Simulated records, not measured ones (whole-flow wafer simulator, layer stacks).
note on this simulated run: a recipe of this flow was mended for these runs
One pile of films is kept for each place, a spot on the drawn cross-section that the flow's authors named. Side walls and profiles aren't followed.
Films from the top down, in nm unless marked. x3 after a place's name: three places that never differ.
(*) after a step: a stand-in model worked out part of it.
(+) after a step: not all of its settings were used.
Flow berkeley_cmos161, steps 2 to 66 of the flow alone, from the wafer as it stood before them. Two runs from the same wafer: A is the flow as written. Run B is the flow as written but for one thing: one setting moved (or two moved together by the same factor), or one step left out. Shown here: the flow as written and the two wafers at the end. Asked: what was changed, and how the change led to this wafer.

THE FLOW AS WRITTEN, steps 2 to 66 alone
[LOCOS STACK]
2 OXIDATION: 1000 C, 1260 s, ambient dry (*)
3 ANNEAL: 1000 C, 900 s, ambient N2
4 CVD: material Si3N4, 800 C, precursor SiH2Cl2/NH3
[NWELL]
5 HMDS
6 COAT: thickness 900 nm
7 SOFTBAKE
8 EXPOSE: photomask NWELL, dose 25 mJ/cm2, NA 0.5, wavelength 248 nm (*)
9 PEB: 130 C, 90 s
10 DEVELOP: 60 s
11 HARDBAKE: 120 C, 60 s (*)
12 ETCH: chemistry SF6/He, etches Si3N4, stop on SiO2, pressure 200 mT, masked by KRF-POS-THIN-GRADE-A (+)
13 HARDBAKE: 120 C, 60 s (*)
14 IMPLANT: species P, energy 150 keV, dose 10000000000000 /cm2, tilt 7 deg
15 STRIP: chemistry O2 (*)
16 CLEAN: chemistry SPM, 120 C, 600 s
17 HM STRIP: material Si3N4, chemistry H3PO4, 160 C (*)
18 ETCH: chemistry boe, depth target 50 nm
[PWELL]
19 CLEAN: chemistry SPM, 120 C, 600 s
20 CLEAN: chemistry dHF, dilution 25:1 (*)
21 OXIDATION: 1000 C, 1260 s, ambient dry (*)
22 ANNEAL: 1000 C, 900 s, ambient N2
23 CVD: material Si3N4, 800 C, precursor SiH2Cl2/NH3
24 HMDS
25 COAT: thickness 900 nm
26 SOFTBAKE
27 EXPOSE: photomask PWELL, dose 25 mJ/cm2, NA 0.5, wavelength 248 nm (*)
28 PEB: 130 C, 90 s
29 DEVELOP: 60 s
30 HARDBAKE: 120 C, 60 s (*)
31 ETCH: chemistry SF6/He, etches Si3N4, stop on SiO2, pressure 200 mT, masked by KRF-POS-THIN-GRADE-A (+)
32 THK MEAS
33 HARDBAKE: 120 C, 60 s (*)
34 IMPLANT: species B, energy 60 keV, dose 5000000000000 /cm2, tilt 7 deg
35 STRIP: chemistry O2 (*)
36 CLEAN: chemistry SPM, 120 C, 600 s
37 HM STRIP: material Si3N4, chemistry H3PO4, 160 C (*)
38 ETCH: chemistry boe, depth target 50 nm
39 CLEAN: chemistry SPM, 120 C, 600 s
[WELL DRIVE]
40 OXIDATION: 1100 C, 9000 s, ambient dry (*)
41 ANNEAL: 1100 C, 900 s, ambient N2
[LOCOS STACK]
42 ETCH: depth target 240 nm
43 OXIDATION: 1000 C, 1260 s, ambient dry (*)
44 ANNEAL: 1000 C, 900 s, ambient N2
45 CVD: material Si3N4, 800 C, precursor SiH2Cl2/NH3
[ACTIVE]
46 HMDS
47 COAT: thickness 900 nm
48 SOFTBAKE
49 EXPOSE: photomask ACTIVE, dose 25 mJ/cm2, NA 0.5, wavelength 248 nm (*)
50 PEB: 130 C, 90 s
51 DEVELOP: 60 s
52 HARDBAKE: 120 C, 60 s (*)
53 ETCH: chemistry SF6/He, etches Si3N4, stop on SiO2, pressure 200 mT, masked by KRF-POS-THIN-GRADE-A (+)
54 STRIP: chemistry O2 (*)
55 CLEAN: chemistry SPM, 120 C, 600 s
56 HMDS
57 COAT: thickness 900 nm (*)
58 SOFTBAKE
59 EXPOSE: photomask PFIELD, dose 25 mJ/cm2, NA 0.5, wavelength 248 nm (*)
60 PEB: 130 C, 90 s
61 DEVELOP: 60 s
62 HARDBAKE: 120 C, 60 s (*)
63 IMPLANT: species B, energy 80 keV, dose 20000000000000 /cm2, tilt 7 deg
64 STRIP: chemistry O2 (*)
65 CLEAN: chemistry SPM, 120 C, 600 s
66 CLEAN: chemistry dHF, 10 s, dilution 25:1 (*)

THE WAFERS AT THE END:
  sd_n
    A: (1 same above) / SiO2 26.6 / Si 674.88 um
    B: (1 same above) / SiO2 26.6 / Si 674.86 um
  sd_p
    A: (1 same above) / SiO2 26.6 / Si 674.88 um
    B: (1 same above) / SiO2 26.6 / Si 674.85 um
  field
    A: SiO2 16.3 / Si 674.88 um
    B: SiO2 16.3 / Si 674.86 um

The cause: step 2, OXIDATION: 1150 C was run, where the flow has 1000 C.

How the change led to this, step by step:
  2 OXIDATION: 1000 C, 1260 s, ambient dry (*)
      field, sd_n, spacer_n and 6 more: A SiO2 +26.6 (new film), chemical SiO2 -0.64 (all of it), Si -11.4 | B SiO2 +80 (new film), chemical SiO2 -0.64 (all of it), Si -34.9
  18 ETCH: chemistry boe, depth target 50 nm
      field, sd_n, spacer_n, gate_n, contact, m1: A SiO2 -22.3 (all of it) | B SiO2 -50
      sd_p, spacer_p, gate_p: A SiO2 -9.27 (all of it) | B SiO2 -50
  19 CLEAN: chemistry SPM, 120 C, 600 s
      field, sd_n, spacer_n and 6 more: A chemical SiO2 +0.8 (new film), Si -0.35 | B nothing
  20 CLEAN: chemistry dHF, dilution 25:1 (*)
      field, sd_n, spacer_n, gate_n, contact, m1: A chemical SiO2 -0.8 (all of it) | B SiO2 -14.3
      sd_p, spacer_p, gate_p: A chemical SiO2 -0.8 (all of it) | B SiO2 -12.6 (all of it)
  21 OXIDATION: 1000 C, 1260 s, ambient dry (*)
      field, sd_n, spacer_n, gate_n, contact, m1: A SiO2 +26.6 (new film), Si -11.7 | B SiO2 +18, Si -7.94
  38 ETCH: chemistry boe, depth target 50 nm
      field, sd_n, spacer_n, gate_n, contact, m1: A SiO2 -10.2 (all of it) | B SiO2 -13 (all of it)
